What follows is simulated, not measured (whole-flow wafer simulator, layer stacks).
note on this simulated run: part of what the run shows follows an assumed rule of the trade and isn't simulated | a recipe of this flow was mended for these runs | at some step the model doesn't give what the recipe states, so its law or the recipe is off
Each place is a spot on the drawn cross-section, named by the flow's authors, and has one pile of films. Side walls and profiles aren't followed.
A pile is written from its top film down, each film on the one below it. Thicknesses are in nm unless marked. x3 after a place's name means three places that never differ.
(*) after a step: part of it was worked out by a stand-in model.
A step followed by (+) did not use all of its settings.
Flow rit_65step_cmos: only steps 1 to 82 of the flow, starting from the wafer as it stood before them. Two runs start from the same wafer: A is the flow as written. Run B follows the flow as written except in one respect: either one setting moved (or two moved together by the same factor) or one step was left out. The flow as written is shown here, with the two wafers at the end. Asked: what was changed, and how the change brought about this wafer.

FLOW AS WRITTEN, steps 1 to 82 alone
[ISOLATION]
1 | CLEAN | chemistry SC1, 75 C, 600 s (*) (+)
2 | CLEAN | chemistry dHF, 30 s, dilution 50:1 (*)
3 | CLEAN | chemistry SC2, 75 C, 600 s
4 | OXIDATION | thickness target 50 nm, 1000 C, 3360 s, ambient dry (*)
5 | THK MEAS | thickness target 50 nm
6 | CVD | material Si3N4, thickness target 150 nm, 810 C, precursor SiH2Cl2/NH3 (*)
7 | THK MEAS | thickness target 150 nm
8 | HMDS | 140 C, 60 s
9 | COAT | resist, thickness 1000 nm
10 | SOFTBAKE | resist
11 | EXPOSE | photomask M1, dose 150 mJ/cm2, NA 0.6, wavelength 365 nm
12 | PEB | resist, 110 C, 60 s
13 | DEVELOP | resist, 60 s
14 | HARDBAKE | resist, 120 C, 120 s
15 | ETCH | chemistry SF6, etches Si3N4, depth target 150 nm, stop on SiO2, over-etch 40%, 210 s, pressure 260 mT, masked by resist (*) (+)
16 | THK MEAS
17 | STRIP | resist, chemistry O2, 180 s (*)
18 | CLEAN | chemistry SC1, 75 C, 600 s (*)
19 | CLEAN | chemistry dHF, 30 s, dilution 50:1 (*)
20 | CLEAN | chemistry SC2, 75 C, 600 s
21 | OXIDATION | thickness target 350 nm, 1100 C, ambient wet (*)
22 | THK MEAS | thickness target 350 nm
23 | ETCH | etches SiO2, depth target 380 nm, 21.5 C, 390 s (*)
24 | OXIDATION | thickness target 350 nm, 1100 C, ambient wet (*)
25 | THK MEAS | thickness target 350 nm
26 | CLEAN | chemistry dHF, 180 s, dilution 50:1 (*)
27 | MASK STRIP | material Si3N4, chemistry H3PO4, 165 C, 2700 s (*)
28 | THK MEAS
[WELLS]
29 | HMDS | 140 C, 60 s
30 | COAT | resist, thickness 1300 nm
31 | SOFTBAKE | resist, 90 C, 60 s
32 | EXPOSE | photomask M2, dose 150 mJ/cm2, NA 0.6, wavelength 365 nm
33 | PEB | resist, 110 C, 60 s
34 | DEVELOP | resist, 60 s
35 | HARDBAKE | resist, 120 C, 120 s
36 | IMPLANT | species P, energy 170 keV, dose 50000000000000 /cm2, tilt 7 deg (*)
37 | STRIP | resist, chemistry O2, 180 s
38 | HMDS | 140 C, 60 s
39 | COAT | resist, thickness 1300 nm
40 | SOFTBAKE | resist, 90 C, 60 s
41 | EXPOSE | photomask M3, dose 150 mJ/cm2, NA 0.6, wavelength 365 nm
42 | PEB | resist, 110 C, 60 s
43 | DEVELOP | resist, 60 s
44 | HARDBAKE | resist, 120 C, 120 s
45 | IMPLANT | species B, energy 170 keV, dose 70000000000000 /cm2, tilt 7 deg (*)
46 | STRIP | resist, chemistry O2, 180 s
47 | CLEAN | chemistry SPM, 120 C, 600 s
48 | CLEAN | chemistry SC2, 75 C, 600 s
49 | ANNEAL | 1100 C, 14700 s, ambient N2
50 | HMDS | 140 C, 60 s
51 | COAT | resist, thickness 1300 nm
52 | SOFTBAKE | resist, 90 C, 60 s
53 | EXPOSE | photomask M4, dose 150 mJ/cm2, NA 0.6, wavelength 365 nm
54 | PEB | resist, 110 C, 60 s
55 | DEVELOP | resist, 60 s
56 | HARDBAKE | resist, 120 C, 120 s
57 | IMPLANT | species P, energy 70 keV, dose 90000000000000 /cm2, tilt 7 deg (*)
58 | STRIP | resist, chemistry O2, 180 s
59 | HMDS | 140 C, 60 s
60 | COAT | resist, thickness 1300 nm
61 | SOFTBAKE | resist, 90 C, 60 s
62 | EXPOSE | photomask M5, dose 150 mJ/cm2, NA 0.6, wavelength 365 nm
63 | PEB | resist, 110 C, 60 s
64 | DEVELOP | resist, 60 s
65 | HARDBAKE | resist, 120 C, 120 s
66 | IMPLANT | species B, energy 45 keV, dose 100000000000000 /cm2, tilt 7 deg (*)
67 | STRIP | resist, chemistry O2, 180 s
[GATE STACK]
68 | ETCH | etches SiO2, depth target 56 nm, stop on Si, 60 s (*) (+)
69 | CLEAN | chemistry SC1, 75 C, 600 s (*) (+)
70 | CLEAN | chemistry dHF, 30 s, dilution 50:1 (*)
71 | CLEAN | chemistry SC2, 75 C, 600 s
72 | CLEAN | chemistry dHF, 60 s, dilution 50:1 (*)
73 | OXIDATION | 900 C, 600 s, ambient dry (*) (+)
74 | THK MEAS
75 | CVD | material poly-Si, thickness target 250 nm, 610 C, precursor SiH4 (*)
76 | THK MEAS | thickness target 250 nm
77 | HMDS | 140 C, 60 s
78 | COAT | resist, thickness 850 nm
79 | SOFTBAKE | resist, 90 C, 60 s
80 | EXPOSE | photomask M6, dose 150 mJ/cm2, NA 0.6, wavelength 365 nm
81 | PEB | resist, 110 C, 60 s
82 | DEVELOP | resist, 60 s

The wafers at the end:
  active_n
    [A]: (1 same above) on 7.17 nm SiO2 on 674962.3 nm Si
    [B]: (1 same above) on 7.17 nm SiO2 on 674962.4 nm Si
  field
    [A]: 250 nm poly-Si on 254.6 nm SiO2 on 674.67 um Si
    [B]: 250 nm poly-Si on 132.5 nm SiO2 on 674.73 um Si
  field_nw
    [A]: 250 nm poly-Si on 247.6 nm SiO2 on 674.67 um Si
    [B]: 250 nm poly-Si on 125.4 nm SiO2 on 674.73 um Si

The reason: step 24, OXIDATION: thickness target 224 nm was run, while the flow as written has thickness target 350 nm; step 27, MASK STRIP: 1728 s was run, where the flow has 2700 s.

How this came from the change, step by step:
  24 | OXIDATION | thickness target 350 nm, 1100 C, ambient wet (*)
      active_n, active_p, gate_n and 7 more: A +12 SiO2 (new film), -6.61 Si3N4 | B +6.65 SiO2 (new film), -3.67 Si3N4
      field, field_pw, field_nw, field_p: A +350 SiO2 (new film), -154 Si | B +224 SiO2 (new film), -98.6 Si
  26 | CLEAN | chemistry dHF, 180 s, dilution 50:1 (*)
      active_n, active_p, gate_n and 7 more: A -12 SiO2 (all of it), -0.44 Si3N4 | B -6.65 SiO2 (all of it), -0.93 Si3N4
  27 | MASK STRIP | material Si3N4, chemistry H3PO4, 165 C, 2700 s (*)
      active_n, active_p, gate_n and 7 more: A -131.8 Si3N4 (all of it), -5.64 SiO2 | B -134.3 Si3N4 (all of it), -1.7 SiO2
      field, field_pw, field_nw, field_p: A -10.7 SiO2 | B -6.83 SiO2
  30 | COAT | resist, thickness 1300 nm
      field_pw, field_nw: A +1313 resist (new film) | B +1351.7 resist (new film)
      field: A +1315.7 resist (new film) | B +1368.6 resist (new film)
      (also at 1 further place)
  33 | PEB | resist, 110 C, 60 s
      field, field_p: A -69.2 resist | B -72.2 resist
      field_pw, field_nw: A -69.1 resist | B -71.1 resist
  34 | DEVELOP | resist, 60 s
      field_nw: A -1243.9 resist (all of it) | B -1280.6 resist (all of it)
      field_p: A -1246.5 resist (all of it) | B -1296.2 resist (all of it)
  35 | HARDBAKE | resist, 120 C, 120 s
      field: A -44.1 resist | B -46.1 resist
      field_pw: A -44 resist | B -45.3 resist
  37 | STRIP | resist, chemistry O2, 180 s
      field: A -1202.4 resist (all of it) | B -1250.3 resist (all of it)
      field_pw: A -1199.9 resist (all of it) | B -1235.3 resist (all of it)
  39 | COAT | resist, thickness 1300 nm
      field_pw, field_nw: A +1313 resist (new film) | B +1351.7 resist (new film)
      field: A +1315.7 resist (new film) | B +1368.6 resist (new film)
      (also at 1 further place)
  42 | PEB | resist, 110 C, 60 s
      field, field_p: A -69.2 resist | B -72.2 resist
      field_pw, field_nw: A -69.1 resist | B -71.1 resist
  43 | DEVELOP | resist, 60 s
      field: A -1246.5 resist (all of it) | B -1296.4 resist (all of it)
      field_pw: A -1243.9 resist (all of it) | B -1280.6 resist (all of it)
  44 | HARDBAKE | resist, 120 C, 120 s
      field_nw: A -44 resist | B -45.3 resist
      field_p: A -44.1 resist | B -46.1 resist
  46 | STRIP | resist, chemistry O2, 180 s
      field_nw: A -1199.9 resist (all of it) | B -1235.3 resist (all of it)
      field_p: A -1202.3 resist (all of it) | B -1250.1 resist (all of it)
  51 | COAT | resist, thickness 1300 nm
      field_pw, field_nw: A +1313 resist (new film) | B +1351.7 resist (new film)
      field: A +1315.7 resist (new film) | B +1368.6 resist (new film)
      (also at 1 further place)
  54 | PEB | resist, 110 C, 60 s
      field, field_p: A -69.2 resist | B -72.2 resist
      field_pw, field_nw: A -69.1 resist | B -71.1 resist
  55 | DEVELOP | resist, 60 s
      field_nw: A -1243.9 resist (all of it) | B -1280.6 resist (all of it)
      field_p: A -1246.5 resist (all of it) | B -1296.2 resist (all of it)
  ... 10 other steps ...
  82 | DEVELOP | resist, 60 s
      field: A -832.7 resist (all of it) | B -878.7 resist (all of it)
      field_pw: A -826 resist (all of it) | B -858.4 resist (all of it)
      (also at 2 further places)
